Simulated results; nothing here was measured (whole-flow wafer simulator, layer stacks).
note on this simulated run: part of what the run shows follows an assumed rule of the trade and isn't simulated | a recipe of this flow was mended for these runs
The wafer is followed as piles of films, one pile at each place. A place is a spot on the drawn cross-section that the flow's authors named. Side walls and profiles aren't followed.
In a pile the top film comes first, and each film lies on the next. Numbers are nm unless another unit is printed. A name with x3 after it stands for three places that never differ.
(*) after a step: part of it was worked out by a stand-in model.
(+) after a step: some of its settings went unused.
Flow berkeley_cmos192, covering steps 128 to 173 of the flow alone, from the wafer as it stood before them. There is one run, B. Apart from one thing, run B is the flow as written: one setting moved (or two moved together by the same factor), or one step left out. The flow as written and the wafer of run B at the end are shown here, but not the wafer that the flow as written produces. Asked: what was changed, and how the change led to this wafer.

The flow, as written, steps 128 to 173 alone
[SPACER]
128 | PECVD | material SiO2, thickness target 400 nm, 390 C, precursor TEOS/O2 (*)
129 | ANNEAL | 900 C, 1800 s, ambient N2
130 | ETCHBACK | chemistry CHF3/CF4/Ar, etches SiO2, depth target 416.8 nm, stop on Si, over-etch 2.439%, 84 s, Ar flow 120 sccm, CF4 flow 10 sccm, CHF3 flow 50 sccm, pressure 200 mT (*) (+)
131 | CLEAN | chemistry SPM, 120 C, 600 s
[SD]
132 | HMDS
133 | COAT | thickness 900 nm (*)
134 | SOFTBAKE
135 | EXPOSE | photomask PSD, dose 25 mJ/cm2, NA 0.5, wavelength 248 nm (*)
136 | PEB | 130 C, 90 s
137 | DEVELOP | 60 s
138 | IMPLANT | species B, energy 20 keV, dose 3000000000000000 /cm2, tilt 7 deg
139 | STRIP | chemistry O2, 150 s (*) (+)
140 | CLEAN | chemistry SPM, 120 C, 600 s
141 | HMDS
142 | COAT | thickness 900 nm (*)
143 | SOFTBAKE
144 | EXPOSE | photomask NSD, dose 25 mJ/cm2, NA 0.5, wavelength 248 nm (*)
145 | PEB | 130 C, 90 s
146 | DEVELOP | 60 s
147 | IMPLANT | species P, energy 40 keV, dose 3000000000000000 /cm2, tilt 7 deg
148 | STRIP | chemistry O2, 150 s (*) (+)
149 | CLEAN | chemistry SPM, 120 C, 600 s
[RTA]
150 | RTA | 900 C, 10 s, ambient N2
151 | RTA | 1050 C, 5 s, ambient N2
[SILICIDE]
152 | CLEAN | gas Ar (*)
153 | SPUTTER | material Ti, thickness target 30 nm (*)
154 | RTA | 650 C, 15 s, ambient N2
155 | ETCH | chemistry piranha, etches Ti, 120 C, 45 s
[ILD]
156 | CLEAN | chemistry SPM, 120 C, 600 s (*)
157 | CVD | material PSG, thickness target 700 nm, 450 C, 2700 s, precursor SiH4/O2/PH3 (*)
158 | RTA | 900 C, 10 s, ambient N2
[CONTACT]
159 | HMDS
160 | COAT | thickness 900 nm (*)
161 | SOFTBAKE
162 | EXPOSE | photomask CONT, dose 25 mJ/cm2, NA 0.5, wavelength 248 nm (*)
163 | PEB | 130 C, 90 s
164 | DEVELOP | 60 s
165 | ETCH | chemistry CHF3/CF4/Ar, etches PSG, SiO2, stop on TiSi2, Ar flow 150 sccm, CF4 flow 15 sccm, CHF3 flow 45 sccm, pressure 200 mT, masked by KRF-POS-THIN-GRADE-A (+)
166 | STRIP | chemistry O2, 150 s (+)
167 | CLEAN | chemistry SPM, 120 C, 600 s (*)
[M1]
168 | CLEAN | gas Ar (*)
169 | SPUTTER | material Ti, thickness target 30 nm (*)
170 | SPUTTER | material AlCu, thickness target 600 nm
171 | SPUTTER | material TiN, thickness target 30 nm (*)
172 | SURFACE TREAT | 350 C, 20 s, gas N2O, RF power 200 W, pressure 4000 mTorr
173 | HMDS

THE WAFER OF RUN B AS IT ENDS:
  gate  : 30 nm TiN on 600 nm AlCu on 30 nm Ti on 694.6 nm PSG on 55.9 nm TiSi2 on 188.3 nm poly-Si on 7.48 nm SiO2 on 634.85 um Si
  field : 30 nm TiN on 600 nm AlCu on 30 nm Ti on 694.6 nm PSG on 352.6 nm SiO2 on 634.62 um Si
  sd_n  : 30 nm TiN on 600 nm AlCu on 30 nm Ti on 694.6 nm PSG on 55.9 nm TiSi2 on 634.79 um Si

What caused this: step 128, PECVD: thickness target 371 nm was run, though the flow has thickness target 400 nm.

The path from the change to this, step by step:
  128 | PECVD | material SiO2, thickness target 400 nm, 390 C, precursor TEOS/O2 (*)
      field, sd_n, contact, m1: SiO2 gains 371 (it would be, as written: SiO2 gains 400)
      spacer_n, sd_p, spacer_p: SiO2 gains 358.6 (it would be, as written: SiO2 gains 386.5)
      (as well as at 2 more places)
  130 | ETCHBACK | chemistry CHF3/CF4/Ar, etches SiO2, depth target 416.8 nm, stop on Si, over-etch 2.439%, 84 s, Ar flow 120 sccm, CF4 flow 10 sccm, CHF3 flow 50 sccm, pressure 200 mT (*) (+)
      gate, gate_p: SiO2 loses 371 (all of it), chemical SiO2 loses 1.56 (all of it), poly-Si loses 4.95 (it would be, as written: SiO2 loses 400 (all of it), chemical SiO2 loses 1.56 (all of it), poly-Si loses 2.31)
      sd_n: SiO2 loses 377 (all of it), Si loses 4.95 (it would be, as written: SiO2 loses 406 (all of it), Si loses 2.31)
      (as well as at 3 more places)
  154 | RTA | 650 C, 15 s, ambient N2
      sd_p: Ti loses 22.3, TiSi first gains 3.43 (new film), TiSi2 C49 gains 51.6 (new film), Si loses 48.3 (it would be, as written: Ti loses 22, TiSi first gains 2.72 (new film), TiSi2 C49 gains 51.9 (new film), Si loses 48.2)
  158 | RTA | 900 C, 10 s, ambient N2
      sd_p: under 1 film: TiSi2 gains 53.3 (new film), TiSi first loses 3.33 (all of it), TiSi2 C49 loses 51.6 (all of it), Si loses 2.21 (it would be, as written: under 1 film: TiSi2 gains 52.6 (new film), TiSi first loses 2.61 (all of it), TiSi2 C49 loses 51.9 (all of it), Si loses 1.74)
  160 | COAT | thickness 900 nm (*)
      gate: KrF-resist gains 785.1 (new film) (it would be, as written: KrF-resist gains 803.9 (new film))
      sd_p: KrF-resist gains 1023.8 (new film) (it would be, as written: KrF-resist gains 1044.9 (new film))
      (as well as at 1 more place)
  166 | STRIP | chemistry O2, 150 s (+)
      sd_n: KrF-resist loses 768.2 (all of it) (it would be, as written: KrF-resist loses 784.4 (all of it))
      gate: KrF-resist loses 574.4 (all of it) (it would be, as written: KrF-resist loses 593.2 (all of it))
      (as well as at 2 more places)
  169 | SPUTTER | material Ti, thickness target 30 nm (*)
      sd_p: Ti gains 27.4 (new film) (it would be, as written: Ti gains 26.8 (new film))
  170 | SPUTTER | material AlCu, thickness target 600 nm
      sd_p: AlCu gains 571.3 (new film) (it would be, as written: AlCu gains 557.4 (new film))
  171 | SPUTTER | material TiN, thickness target 30 nm (*)
      sd_p: TiN gains 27 (new film) (it would be, as written: TiN gains 26.2 (new film))
